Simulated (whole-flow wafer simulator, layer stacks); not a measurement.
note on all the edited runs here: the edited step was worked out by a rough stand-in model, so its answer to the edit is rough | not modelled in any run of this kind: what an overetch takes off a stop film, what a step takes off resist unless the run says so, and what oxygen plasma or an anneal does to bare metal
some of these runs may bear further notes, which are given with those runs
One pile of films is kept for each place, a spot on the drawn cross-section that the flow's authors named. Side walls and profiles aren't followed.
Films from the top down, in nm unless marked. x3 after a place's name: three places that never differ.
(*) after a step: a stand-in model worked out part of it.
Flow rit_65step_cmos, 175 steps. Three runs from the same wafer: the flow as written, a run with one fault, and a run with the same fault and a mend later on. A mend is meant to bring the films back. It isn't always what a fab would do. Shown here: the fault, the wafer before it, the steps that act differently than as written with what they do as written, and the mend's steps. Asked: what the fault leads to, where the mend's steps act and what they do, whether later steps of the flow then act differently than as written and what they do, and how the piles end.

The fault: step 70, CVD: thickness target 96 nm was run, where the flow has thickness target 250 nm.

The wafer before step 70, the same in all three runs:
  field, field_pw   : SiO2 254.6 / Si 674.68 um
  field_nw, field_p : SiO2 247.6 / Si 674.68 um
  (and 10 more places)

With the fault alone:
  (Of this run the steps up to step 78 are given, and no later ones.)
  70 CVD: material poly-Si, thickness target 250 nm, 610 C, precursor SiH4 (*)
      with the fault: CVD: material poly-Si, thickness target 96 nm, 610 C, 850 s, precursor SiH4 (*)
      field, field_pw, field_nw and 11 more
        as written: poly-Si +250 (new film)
        with the fault: poly-Si +96 (new film)
  No later step of the flow up to step 78 acts differently than as written, at any place that is followed, by more than 2% or 0.5 nm, whichever is larger.
  After step 78 the piles differ from the flow's by more than 2% or 0.5 nm, whichever is larger, at field, field_pw, field_nw and 11 more.
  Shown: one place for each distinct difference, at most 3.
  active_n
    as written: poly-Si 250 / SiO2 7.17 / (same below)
    with the fault: poly-Si 96 / SiO2 7.17 / (same below)
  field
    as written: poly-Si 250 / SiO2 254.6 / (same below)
    with the fault: poly-Si 96 / SiO2 254.6 / (same below)
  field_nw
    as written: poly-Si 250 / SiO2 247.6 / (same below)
    with the fault: poly-Si 96 / SiO2 247.6 / (same below)

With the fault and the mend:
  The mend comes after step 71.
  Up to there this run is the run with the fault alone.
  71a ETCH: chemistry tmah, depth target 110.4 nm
      field, field_pw, field_nw and 11 more
        poly-Si -96 (all of it)
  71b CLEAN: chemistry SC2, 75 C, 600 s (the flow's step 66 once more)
      changes no film at any place that is followed
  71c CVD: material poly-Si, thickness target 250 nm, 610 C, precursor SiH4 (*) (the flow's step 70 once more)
      field, field_pw, field_nw and 11 more
        poly-Si +250 (new film)
  No later step of the flow acts differently than as written at any place that is followed.
  At the end the piles are the same as the flow's at every place that both follow.
